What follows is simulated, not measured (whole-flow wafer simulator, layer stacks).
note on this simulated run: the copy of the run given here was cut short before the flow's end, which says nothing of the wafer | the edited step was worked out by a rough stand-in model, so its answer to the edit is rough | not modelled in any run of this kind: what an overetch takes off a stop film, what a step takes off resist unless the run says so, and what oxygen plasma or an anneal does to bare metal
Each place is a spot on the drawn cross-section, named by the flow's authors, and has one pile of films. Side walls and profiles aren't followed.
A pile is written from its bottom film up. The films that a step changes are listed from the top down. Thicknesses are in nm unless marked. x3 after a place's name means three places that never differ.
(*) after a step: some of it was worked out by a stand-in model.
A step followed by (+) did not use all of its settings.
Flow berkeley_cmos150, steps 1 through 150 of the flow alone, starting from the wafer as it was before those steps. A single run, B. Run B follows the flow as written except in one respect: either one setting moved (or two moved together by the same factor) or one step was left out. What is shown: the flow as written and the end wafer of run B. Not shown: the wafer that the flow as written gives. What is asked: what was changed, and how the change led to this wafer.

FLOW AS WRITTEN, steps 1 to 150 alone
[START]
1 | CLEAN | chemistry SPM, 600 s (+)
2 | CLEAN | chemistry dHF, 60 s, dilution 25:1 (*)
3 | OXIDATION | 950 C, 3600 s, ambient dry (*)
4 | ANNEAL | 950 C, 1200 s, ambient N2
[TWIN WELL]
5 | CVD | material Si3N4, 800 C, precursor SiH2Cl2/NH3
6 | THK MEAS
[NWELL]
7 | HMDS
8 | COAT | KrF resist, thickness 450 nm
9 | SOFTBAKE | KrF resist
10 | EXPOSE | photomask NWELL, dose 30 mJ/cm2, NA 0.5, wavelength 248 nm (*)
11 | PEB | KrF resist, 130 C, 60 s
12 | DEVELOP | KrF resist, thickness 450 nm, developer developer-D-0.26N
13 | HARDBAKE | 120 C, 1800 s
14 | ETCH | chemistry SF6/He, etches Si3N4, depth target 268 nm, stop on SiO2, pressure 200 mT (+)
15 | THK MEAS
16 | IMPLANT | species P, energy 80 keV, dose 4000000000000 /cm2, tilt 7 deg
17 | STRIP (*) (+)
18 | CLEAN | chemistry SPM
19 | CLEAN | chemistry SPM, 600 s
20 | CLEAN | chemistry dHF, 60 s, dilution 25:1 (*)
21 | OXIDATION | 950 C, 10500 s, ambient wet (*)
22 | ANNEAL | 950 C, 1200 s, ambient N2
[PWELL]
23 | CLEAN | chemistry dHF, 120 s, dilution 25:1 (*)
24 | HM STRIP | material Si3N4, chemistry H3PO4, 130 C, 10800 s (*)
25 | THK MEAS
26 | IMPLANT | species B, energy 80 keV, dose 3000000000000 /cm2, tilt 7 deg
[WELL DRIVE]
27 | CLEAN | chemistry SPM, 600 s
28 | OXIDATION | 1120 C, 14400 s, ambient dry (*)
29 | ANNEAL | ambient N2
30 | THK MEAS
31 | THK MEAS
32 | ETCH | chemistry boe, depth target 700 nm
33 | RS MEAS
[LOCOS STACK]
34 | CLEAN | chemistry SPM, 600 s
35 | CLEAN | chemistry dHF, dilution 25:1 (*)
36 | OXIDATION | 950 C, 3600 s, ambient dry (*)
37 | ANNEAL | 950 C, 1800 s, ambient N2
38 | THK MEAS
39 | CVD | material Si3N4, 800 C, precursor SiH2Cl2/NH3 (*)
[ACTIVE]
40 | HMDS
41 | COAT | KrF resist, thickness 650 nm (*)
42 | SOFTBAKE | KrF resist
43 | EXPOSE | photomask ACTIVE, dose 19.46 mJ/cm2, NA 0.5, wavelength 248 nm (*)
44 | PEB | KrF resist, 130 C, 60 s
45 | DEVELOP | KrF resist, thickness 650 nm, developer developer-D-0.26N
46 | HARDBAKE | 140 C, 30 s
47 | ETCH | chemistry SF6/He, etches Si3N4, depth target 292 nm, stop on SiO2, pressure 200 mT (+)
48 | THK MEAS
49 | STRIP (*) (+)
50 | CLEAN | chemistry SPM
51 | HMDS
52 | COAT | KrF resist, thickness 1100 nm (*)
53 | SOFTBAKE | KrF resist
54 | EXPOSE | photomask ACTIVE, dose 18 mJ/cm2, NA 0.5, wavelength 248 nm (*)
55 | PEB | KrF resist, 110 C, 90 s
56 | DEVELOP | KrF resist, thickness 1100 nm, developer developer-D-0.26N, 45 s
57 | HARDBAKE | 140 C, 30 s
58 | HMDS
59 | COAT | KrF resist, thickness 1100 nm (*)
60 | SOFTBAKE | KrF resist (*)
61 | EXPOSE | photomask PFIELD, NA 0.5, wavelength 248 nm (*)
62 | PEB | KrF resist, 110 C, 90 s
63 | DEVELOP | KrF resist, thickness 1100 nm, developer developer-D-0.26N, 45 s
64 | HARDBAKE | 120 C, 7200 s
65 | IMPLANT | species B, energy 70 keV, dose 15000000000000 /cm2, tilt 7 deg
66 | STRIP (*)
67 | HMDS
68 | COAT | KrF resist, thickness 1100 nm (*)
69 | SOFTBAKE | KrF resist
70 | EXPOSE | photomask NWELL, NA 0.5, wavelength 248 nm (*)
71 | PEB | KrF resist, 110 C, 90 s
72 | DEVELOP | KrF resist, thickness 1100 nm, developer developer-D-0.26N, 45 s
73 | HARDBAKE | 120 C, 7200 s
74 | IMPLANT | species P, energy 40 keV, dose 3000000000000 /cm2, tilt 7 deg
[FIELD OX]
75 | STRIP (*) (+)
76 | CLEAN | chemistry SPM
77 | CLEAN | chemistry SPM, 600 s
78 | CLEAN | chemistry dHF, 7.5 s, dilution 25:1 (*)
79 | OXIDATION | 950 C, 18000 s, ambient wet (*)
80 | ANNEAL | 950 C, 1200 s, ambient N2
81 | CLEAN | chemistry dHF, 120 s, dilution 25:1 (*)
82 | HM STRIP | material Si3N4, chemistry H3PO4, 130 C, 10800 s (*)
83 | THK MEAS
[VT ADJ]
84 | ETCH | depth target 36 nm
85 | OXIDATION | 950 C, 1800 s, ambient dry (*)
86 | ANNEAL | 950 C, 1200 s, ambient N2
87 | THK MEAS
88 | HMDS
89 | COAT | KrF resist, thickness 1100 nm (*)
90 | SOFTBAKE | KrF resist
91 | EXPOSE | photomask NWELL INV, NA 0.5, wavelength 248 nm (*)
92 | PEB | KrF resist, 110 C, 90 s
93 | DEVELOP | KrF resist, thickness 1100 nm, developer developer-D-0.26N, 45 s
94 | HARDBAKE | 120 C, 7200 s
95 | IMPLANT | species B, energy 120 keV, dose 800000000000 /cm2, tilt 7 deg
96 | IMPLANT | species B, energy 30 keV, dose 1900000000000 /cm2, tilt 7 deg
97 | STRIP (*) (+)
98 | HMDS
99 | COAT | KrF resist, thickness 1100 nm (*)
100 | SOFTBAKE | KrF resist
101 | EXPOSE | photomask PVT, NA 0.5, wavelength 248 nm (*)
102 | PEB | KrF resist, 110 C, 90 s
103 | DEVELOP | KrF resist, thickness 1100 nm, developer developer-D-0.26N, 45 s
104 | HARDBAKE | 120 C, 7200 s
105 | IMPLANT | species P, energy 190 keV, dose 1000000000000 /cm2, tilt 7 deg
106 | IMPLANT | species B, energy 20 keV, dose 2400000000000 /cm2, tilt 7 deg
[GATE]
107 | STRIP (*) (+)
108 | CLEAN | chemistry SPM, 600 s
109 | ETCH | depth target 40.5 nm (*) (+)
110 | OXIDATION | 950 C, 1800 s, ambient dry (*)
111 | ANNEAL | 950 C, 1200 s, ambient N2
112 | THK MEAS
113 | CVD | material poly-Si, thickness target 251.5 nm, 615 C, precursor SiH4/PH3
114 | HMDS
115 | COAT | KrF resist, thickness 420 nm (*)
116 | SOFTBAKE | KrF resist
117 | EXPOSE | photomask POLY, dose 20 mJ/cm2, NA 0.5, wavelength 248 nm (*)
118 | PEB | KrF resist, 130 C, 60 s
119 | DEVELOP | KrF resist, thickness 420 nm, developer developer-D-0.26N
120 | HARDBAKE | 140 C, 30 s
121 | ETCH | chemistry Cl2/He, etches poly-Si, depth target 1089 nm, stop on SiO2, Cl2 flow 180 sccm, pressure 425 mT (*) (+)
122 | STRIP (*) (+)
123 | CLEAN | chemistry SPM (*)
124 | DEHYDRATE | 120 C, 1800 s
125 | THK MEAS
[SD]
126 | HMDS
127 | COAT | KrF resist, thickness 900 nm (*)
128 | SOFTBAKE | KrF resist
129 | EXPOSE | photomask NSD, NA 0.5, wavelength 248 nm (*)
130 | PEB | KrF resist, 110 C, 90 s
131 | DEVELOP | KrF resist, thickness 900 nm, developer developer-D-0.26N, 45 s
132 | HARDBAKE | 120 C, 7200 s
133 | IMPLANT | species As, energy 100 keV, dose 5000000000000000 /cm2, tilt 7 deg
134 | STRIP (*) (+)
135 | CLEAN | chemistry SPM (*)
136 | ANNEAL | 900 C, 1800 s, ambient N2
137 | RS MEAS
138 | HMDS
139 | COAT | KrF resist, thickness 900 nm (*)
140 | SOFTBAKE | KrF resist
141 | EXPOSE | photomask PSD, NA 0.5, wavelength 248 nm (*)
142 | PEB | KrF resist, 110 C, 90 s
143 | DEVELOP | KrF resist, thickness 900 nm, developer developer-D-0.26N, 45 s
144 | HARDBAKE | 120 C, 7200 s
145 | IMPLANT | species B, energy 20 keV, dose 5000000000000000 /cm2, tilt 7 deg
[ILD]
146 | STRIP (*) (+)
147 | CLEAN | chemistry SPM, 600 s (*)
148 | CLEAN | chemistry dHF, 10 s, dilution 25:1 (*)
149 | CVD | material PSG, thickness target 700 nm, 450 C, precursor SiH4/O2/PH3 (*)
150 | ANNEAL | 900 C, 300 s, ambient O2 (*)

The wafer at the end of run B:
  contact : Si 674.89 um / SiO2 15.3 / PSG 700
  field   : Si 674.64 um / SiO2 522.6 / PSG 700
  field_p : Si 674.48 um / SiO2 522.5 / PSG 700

Cause: step 28, OXIDATION: 5760 s was run, though the flow has 14400 s.

How this came from the change, step by step:
  28 | OXIDATION | 1120 C, 14400 s, ambient dry (*)
      field, sd_n, gate_n, contact, m1: +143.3 SiO2, -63 Si (as written it would have been: +261.5 SiO2, -115.1 Si)
      field_p, sd_p, gate_p: +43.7 SiO2, -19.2 Si (as written it would have been: +103.6 SiO2, -45.6 Si)
  32 | ETCH | chemistry boe, depth target 700 nm
      field, sd_n, gate_n, contact, m1: -172.9 SiO2 (all of it) (as written it would have been: -291.1 SiO2 (all of it))
      field_p, sd_p, gate_p: -495.6 SiO2 (all of it) (as written it would have been: -555.5 SiO2 (all of it))
  115 | COAT | KrF resist, thickness 420 nm (*)
      field_p: +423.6 KrF resist (new film) (as written it would have been: +413.4 KrF resist (new film))
  119 | DEVELOP | KrF resist, thickness 420 nm, developer developer-D-0.26N
      field_p: -423 KrF resist (all of it) (as written it would have been: -412.9 KrF resist (all of it))
  122 | STRIP (*) (+)
      gate_p: +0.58 chemical SiO2 (new film), -212.1 KrF resist (all of it), -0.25 poly-Si (as written it would have been: +0.57 chemical SiO2 (new film), -206.4 KrF resist (all of it), -0.25 poly-Si)
